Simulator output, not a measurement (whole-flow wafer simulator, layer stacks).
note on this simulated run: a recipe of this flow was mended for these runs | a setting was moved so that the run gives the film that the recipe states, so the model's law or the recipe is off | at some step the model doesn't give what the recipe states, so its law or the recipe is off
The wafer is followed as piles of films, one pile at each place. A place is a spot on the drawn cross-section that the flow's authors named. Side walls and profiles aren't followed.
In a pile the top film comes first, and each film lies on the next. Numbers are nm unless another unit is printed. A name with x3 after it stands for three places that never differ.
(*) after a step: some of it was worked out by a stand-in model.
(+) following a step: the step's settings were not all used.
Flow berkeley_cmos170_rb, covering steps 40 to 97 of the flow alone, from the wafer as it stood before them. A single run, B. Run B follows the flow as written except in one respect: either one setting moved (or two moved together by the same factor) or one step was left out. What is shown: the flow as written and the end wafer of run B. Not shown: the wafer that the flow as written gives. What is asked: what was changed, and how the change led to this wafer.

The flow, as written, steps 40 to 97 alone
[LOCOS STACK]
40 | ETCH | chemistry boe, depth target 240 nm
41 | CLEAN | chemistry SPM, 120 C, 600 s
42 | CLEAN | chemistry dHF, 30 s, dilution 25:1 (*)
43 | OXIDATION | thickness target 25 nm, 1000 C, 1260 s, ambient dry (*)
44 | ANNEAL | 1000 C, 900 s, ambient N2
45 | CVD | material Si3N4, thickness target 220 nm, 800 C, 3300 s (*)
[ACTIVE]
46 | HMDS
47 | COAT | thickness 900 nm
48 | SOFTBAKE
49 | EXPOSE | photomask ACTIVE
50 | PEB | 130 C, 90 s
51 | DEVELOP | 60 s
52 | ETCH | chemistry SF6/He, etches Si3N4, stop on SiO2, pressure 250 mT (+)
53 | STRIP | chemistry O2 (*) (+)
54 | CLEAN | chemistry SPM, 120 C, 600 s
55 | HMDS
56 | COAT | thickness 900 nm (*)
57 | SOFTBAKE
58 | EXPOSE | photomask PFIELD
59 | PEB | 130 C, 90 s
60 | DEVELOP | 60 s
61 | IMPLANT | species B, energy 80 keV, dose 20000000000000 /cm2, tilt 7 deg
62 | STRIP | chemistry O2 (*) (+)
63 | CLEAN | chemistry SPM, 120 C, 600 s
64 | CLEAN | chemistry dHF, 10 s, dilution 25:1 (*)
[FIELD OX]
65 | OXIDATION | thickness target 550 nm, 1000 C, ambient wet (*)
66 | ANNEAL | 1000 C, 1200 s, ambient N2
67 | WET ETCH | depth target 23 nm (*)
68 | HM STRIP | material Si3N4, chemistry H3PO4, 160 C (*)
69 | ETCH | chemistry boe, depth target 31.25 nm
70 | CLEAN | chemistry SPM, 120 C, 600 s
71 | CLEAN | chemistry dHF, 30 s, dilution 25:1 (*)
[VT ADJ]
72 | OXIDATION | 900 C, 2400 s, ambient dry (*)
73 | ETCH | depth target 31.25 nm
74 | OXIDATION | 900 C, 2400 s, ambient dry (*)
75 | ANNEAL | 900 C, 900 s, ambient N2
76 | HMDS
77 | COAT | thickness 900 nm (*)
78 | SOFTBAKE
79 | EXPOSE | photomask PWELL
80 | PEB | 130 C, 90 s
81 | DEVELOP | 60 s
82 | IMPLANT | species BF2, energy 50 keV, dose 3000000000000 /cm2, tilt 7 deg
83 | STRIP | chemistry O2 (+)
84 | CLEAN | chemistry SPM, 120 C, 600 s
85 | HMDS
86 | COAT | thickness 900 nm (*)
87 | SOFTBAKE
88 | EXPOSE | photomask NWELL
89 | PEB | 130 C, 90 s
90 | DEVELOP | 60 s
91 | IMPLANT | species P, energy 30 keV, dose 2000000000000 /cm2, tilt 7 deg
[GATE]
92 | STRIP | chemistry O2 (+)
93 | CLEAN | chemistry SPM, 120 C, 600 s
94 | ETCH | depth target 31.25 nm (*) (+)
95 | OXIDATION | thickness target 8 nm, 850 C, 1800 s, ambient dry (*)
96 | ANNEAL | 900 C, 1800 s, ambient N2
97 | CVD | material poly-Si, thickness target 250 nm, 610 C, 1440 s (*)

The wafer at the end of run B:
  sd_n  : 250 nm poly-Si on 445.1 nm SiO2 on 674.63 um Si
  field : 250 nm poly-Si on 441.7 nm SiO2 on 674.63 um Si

Cause: step 45, CVD: 560 C was run, though the flow has 800 C.

The path from the change to this, step by step:
  45 | CVD | material Si3N4, thickness target 220 nm, 800 C, 3300 s (*)
      field, sd_n, spacer_n and 6 more: +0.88 Si3N4 (new film) (as written it would have been: +220 Si3N4 (new film))
  52 | ETCH | chemistry SF6/He, etches Si3N4, stop on SiO2, pressure 250 mT (+)
      sd_n, spacer_n, gate, sd_p, spacer_p, gate_p, contact, m1: -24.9 KrF-resist (as written it would have been: -263 KrF-resist)
      field: -0.88 Si3N4 (all of it), -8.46 SiO2 (as written it would have been: -220 Si3N4 (all of it), -8.46 SiO2)
  53 | STRIP | chemistry O2 (*) (+)
      sd_n, spacer_n, gate, sd_p, spacer_p, gate_p, contact, m1: -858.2 KrF-resist (all of it) (as written it would have been: -620 KrF-resist (all of it))
  56 | COAT | thickness 900 nm (*)
      field: +902.5 KrF-resist (new film) (as written it would have been: +962.5 KrF-resist (new film))
      sd_n: +895.2 KrF-resist (new film) (as written it would have been: +782.7 KrF-resist (new film))
      (as well as at 7 more places)
  60 | DEVELOP | 60 s
      field: -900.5 KrF-resist (all of it) (as written it would have been: -960.3 KrF-resist (all of it))
  62 | STRIP | chemistry O2 (*) (+)
      sd_n: -878.2 KrF-resist (all of it) (as written it would have been: -766.1 KrF-resist (all of it))
      spacer_n: -879.5 KrF-resist (all of it) (as written it would have been: -799.5 KrF-resist (all of it))
      (as well as at 6 more places)
  64 | CLEAN | chemistry dHF, 10 s, dilution 25:1 (*)
      sd_n, spacer_n, gate, sd_p, spacer_p, gate_p, contact, m1: -0.88 Si3N4 (all of it) (as written it would have been: -0.58 Si3N4)
  65 | OXIDATION | thickness target 550 nm, 1000 C, ambient wet (*)
      spacer_n, spacer_p, gate_p, contact, m1: +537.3 SiO2, -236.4 Si (as written it would have been: +12.1 SiO2 (new film), -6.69 Si3N4)
      sd_n: +537.3 SiO2, -236.4 Si (as written it would have been: +12.1 SiO2 (new film), -6.69 Si3N4, +1.54 SiO2, -0.56 Si)
      (as well as at 2 more places)
  67 | WET ETCH | depth target 23 nm (*)
      sd_n, spacer_n, gate, sd_p, spacer_p, gate_p, contact, m1: -23 SiO2 (as written it would have been: -12.1 SiO2 (all of it), -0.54 Si3N4)
  68 | HM STRIP | material Si3N4, chemistry H3PO4, 160 C (*)
      sd_n, spacer_n, gate, sd_p, spacer_p, gate_p, contact, m1: nothing (as written it would have been: -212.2 Si3N4 (all of it), -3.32 SiO2)
      field: nothing (as written it would have been: -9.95 SiO2)
  69 | ETCH | chemistry boe, depth target 31.25 nm
      spacer_n, spacer_p, gate_p, contact, m1: -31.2 SiO2 (as written it would have been: -23.2 SiO2 (all of it))
      gate, sd_p: -31.2 SiO2 (as written it would have been: -23.3 SiO2 (all of it))
      (as well as at 1 more place)
  70 | CLEAN | chemistry SPM, 120 C, 600 s
      sd_n, spacer_n, gate, sd_p, spacer_p, gate_p, contact, m1: nothing (as written it would have been: +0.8 chemical SiO2 (new film), -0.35 Si)
  71 | CLEAN | chemistry dHF, 30 s, dilution 25:1 (*)
      sd_n, spacer_n, gate, sd_p, spacer_p, gate_p, contact, m1: -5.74 SiO2 (as written it would have been: -0.8 chemical SiO2 (all of it))
  72 | OXIDATION | 900 C, 2400 s, ambient dry (*)
      sd_n, spacer_n, gate, sd_p, spacer_p, gate_p, contact, m1: +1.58 SiO2, -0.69 Si (as written it would have been: +15 SiO2 (new film), -6.62 Si)
  73 | ETCH | depth target 31.25 nm
      sd_n, spacer_n, gate, sd_p, spacer_p, gate_p, contact, m1: -31.2 SiO2 (as written it would have been: -15 SiO2 (all of it))
  74 | OXIDATION | 900 C, 2400 s, ambient dry (*)
      sd_n, spacer_n, gate, sd_p, spacer_p, gate_p, contact, m1: +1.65 SiO2, -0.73 Si (as written it would have been: +15 SiO2 (new film), -6.62 Si)
  ... 7 further steps ...
  95 | OXIDATION | thickness target 8 nm, 850 C, 1800 s, ambient dry (*)
      sd_n, spacer_n, gate, sd_p, spacer_p, gate_p, contact, m1: +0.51 SiO2, -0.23 Si (as written it would have been: +7.53 SiO2 (new film), -3.31 Si)
